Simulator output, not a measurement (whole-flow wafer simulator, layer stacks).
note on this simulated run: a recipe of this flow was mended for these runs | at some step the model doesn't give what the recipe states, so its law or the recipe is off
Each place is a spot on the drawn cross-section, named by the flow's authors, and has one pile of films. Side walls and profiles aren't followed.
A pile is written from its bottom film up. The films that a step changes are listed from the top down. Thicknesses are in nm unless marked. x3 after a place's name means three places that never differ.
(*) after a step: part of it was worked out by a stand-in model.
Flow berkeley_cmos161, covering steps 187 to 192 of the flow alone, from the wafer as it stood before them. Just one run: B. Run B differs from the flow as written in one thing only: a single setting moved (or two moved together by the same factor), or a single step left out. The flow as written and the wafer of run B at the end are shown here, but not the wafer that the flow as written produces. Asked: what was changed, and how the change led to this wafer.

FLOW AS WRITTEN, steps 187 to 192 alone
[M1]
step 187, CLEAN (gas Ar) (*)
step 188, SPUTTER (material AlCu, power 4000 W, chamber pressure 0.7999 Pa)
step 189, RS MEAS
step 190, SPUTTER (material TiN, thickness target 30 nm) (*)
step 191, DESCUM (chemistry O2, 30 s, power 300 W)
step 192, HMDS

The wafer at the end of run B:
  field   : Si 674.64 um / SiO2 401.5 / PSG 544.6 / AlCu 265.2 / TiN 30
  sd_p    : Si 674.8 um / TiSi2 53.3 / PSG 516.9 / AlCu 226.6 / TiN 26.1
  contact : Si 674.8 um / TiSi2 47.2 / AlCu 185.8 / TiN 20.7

Cause: step 188, SPUTTER: chamber pressure 0.8853 Pa was run, whereas the flow has chamber pressure 0.7999 Pa.

The path from the change to this, step by step:
  step 188, SPUTTER (material AlCu, power 4000 W, chamber pressure 0.7999 Pa)
      field, sd_n, spacer_n, gate_n, spacer_p, gate_p, m1: AlCu gains 265.2 (new film) (in the flow as written it would be: AlCu gains 275.8 (new film))
      sd_p: AlCu gains 226.6 (new film) (in the flow as written it would be: AlCu gains 235.4 (new film))
      (also at 1 further place)
